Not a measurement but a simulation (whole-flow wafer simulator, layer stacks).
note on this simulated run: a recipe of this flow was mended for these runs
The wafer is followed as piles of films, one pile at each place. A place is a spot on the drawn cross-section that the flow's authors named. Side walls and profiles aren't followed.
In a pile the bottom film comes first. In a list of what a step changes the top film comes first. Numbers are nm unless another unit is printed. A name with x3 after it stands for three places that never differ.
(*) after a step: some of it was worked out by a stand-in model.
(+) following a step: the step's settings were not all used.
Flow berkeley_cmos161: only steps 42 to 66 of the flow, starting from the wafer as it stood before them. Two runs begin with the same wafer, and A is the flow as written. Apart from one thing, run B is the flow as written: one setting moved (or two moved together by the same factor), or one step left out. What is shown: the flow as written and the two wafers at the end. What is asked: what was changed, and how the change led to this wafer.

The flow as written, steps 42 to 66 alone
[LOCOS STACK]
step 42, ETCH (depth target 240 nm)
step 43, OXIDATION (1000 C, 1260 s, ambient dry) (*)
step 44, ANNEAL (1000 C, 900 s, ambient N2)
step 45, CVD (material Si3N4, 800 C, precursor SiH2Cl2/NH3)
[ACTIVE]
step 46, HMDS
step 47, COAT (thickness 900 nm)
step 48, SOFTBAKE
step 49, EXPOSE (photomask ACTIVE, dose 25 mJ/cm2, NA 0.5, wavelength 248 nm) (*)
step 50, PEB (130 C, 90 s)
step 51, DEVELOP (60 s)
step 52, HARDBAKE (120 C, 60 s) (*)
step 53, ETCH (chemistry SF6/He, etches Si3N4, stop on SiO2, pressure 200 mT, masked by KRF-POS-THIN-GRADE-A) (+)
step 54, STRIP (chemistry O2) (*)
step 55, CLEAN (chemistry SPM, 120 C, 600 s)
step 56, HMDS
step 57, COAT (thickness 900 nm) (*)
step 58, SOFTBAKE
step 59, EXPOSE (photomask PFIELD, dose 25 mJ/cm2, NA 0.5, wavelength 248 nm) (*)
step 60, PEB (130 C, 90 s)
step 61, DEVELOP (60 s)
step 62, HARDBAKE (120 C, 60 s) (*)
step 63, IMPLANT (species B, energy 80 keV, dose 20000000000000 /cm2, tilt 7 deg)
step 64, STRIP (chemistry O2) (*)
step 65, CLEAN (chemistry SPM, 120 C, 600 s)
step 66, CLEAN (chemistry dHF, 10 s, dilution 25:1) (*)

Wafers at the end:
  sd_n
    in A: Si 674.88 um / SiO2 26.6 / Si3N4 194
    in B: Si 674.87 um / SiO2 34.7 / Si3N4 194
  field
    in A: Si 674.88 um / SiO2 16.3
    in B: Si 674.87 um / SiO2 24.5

The reason: step 43, OXIDATION: 1031 C was run, though the flow has 1000 C.

How this came from the change, step by step:
  step 43, OXIDATION (1000 C, 1260 s, ambient dry) (*)
      field, sd_n, spacer_n and 6 more: A +26.6 SiO2 (new film), -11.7 Si | B +34.7 SiO2 (new film), -15.3 Si
